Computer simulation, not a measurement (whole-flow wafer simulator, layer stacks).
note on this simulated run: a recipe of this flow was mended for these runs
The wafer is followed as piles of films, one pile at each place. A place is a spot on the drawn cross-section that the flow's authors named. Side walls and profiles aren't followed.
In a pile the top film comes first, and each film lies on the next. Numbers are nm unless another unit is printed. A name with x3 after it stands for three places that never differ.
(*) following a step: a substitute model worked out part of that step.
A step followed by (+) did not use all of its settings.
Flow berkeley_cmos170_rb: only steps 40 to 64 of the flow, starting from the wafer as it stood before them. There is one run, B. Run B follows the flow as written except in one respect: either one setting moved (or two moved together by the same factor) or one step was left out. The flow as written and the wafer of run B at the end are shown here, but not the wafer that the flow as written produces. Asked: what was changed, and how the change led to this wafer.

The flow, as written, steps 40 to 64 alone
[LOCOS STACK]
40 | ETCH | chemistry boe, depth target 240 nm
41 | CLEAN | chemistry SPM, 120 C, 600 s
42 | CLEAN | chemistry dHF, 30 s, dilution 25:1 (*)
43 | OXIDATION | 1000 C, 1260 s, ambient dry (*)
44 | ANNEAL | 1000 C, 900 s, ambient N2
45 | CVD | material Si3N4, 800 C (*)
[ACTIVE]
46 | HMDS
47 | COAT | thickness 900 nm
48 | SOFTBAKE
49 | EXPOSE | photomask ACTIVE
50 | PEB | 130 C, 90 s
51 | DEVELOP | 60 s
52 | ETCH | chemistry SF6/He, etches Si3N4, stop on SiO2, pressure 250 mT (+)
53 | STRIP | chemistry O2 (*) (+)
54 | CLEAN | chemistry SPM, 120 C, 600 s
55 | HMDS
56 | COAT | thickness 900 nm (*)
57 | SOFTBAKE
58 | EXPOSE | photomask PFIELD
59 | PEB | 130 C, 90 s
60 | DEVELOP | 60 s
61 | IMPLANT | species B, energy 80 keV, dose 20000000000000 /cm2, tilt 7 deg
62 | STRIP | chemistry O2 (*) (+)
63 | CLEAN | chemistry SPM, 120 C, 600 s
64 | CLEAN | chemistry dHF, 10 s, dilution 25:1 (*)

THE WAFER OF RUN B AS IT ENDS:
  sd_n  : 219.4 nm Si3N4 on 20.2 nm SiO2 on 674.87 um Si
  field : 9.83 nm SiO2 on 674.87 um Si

Cause: step 43, OXIDATION: 756 s was run, whereas the flow has 1260 s.

Step by step, how the change led to this:
  43 | OXIDATION | 1000 C, 1260 s, ambient dry (*)
      field, sd_n, spacer_n and 6 more: +20.2 SiO2 (new film), -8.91 Si (as written it would have been: +26.6 SiO2 (new film), -11.7 Si)
